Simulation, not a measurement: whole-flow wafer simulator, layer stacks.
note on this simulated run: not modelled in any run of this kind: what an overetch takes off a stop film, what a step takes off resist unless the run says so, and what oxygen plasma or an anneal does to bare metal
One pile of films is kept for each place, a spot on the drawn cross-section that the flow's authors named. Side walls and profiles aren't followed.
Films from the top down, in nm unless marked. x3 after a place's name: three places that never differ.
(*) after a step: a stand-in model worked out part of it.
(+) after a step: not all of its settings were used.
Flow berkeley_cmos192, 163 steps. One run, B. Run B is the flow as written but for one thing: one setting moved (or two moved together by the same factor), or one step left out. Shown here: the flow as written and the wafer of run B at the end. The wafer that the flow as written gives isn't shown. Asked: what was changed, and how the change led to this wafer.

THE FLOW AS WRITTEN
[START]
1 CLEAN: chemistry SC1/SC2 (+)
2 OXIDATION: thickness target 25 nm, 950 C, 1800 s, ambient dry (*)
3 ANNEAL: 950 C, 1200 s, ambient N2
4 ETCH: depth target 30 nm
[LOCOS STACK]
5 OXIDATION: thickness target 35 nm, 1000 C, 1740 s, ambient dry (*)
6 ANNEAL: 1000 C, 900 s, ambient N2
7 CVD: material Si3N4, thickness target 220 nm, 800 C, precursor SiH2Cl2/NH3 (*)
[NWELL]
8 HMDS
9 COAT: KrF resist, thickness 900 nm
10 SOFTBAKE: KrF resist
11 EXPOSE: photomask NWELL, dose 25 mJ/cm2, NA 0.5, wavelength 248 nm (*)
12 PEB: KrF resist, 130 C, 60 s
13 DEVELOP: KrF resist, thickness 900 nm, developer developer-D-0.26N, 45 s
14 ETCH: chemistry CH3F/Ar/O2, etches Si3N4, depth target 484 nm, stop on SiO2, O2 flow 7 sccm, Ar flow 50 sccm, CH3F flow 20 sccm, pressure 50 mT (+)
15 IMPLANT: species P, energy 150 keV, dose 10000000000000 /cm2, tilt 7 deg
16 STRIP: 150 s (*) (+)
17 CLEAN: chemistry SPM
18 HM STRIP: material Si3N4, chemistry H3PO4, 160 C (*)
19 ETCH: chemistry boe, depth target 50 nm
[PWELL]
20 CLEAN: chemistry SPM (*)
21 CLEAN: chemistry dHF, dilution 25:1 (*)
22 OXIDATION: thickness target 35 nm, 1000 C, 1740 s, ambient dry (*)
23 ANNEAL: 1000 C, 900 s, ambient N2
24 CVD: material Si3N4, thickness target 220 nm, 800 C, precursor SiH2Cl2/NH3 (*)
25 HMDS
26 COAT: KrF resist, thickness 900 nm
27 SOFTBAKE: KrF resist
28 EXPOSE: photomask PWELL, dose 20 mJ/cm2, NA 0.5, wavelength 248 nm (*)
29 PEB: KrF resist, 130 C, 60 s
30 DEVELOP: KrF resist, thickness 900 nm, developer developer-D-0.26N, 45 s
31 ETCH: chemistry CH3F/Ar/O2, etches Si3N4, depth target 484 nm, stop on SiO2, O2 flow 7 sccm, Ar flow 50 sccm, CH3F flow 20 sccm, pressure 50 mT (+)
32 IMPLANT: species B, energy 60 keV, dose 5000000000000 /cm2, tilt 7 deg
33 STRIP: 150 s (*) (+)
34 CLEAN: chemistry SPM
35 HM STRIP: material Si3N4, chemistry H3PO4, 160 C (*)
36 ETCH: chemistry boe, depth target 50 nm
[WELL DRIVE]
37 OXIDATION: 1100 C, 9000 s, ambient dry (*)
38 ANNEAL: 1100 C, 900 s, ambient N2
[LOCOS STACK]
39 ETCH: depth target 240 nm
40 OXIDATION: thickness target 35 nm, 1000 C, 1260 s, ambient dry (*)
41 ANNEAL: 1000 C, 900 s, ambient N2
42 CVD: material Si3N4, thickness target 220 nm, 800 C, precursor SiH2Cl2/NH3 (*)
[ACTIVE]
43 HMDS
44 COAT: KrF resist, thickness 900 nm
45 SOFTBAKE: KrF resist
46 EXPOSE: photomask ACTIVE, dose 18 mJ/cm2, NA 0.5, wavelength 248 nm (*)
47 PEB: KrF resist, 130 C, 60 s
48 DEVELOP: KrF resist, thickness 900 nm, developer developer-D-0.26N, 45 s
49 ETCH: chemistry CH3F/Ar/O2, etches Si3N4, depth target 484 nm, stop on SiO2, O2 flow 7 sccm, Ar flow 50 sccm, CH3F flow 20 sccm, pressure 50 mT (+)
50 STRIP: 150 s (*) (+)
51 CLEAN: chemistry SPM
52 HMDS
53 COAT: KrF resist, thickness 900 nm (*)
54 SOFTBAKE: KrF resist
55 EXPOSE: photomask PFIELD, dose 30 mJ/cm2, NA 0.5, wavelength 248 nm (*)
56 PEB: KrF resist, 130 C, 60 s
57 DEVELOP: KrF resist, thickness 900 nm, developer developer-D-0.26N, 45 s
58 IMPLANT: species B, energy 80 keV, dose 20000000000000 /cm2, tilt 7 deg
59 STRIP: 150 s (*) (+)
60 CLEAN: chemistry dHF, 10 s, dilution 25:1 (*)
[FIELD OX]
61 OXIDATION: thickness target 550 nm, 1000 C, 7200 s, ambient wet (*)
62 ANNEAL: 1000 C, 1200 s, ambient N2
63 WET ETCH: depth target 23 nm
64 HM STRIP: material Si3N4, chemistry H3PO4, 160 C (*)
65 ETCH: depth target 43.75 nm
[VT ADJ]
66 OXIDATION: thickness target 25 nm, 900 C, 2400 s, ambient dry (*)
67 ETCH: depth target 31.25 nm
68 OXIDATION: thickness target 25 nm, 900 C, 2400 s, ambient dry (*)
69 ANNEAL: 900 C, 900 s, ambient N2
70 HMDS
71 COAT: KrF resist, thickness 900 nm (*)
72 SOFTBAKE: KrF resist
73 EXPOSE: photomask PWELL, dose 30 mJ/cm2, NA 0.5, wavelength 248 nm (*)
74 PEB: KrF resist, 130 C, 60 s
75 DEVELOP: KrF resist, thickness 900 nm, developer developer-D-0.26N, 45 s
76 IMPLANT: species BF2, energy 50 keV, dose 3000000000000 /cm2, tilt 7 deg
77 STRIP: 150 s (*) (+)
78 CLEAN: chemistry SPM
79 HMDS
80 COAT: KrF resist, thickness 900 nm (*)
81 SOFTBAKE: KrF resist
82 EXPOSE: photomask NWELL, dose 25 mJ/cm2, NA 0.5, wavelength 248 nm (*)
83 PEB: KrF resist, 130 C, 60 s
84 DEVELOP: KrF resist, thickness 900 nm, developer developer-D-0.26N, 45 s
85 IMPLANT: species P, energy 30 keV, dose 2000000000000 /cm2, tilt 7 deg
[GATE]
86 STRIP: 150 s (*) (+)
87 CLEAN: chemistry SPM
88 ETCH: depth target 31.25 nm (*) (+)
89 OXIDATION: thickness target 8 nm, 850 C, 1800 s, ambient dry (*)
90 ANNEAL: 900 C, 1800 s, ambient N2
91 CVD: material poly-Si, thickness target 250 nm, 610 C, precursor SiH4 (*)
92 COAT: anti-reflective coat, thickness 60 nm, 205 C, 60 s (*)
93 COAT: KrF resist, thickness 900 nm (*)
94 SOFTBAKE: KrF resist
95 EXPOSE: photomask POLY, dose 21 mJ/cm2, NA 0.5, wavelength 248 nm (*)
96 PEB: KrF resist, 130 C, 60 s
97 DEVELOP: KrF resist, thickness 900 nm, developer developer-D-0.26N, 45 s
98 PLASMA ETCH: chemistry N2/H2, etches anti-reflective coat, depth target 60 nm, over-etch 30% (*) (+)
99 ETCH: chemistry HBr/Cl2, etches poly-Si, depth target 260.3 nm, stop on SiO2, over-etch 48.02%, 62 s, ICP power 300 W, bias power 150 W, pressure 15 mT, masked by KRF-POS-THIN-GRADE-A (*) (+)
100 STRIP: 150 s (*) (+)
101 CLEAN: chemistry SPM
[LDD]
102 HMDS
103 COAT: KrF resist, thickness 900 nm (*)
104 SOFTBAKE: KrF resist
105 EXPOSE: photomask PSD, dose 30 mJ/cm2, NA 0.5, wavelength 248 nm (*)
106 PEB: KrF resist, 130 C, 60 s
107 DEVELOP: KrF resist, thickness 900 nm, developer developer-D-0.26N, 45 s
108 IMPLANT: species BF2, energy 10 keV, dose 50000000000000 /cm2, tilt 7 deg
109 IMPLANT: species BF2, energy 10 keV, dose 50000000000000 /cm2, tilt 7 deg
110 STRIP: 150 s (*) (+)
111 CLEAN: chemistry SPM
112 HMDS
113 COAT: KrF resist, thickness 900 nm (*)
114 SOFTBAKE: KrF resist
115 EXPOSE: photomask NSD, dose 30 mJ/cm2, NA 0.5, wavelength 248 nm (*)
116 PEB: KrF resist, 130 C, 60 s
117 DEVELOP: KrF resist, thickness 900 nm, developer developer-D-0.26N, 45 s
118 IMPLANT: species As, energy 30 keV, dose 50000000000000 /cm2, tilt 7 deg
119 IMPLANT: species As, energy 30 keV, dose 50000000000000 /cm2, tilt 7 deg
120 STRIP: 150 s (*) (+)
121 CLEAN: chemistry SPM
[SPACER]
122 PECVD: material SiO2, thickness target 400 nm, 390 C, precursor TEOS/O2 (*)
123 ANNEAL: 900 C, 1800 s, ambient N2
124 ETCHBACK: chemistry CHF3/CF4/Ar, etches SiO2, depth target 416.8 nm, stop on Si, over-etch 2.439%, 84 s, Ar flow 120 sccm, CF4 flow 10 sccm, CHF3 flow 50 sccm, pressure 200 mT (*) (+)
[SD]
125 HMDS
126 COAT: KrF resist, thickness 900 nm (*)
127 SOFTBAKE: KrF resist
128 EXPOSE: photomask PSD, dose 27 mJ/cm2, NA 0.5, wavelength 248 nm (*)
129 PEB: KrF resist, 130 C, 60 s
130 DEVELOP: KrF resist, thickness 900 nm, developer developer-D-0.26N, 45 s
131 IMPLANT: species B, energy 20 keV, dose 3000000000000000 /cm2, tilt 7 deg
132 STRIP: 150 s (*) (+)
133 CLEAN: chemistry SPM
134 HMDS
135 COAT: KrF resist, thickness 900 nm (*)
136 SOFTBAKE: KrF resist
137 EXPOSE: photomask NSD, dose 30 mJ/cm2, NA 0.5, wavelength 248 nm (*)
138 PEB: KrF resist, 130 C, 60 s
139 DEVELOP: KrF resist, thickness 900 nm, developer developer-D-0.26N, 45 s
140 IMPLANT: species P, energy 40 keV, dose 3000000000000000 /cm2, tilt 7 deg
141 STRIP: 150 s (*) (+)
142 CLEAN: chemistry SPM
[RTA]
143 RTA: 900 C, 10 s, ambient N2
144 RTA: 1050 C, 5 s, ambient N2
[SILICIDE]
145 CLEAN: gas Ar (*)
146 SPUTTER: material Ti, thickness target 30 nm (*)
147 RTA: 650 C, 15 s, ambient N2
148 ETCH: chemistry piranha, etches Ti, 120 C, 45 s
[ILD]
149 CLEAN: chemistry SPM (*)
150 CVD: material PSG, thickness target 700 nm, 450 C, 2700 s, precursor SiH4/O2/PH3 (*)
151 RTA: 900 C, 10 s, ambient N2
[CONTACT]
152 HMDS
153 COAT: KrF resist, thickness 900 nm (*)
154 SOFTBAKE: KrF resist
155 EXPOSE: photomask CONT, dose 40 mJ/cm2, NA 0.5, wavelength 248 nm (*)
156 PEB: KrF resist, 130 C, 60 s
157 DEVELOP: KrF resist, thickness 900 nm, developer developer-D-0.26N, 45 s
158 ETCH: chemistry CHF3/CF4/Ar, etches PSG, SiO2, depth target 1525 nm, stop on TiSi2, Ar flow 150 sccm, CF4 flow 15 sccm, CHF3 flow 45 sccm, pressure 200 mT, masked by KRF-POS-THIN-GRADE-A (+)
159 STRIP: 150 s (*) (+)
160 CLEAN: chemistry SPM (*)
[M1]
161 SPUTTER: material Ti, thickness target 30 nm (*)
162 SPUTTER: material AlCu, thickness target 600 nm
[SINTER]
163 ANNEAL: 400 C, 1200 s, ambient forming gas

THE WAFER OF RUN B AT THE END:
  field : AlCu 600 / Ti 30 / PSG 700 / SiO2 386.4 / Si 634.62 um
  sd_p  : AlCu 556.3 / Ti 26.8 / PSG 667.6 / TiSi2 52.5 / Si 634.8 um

The cause: step 65, ETCH: depth target 52.5 nm was run, where the flow has depth target 43.75 nm.

How the change led to this, step by step:
  65 ETCH: depth target 43.75 nm
      field: SiO2 -52.5 (as written it would be: SiO2 -43.8)
  92 COAT: anti-reflective coat, thickness 60 nm, 205 C, 60 s (*)
      sd_n: anti-reflective coat +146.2 (new film) (as written it would be: anti-reflective coat +152.4 (new film))
      spacer_n: anti-reflective coat +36 (new film) (as written it would be: anti-reflective coat +33.8 (new film))
      (and at 4 more places)
  98 PLASMA ETCH: chemistry N2/H2, etches anti-reflective coat, depth target 60 nm, over-etch 30% (*) (+)
      sd_n: anti-reflective coat -146.2 (all of it), poly-Si -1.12 (as written it would be: anti-reflective coat -152.4 (all of it), poly-Si -1.17)
      spacer_n: anti-reflective coat -36 (all of it), poly-Si -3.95 (as written it would be: anti-reflective coat -33.8 (all of it), poly-Si -4.21)
      (and at 2 more places)
  100 STRIP: 150 s (*) (+)
      gate: chemical SiO2 +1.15 (new film), KrF resist -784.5 (all of it), anti-reflective coat -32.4 (all of it), poly-Si -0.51 (as written it would be: chemical SiO2 +1.15 (new film), KrF resist -791.8 (all of it), anti-reflective coat -30 (all of it), poly-Si -0.51)
      gate_p: chemical SiO2 +1.15 (new film), KrF resist -760.2 (all of it), anti-reflective coat -32.8 (all of it), poly-Si -0.51 (as written it would be: chemical SiO2 +1.15 (new film), KrF resist -765.1 (all of it), anti-reflective coat -31 (all of it), poly-Si -0.51)
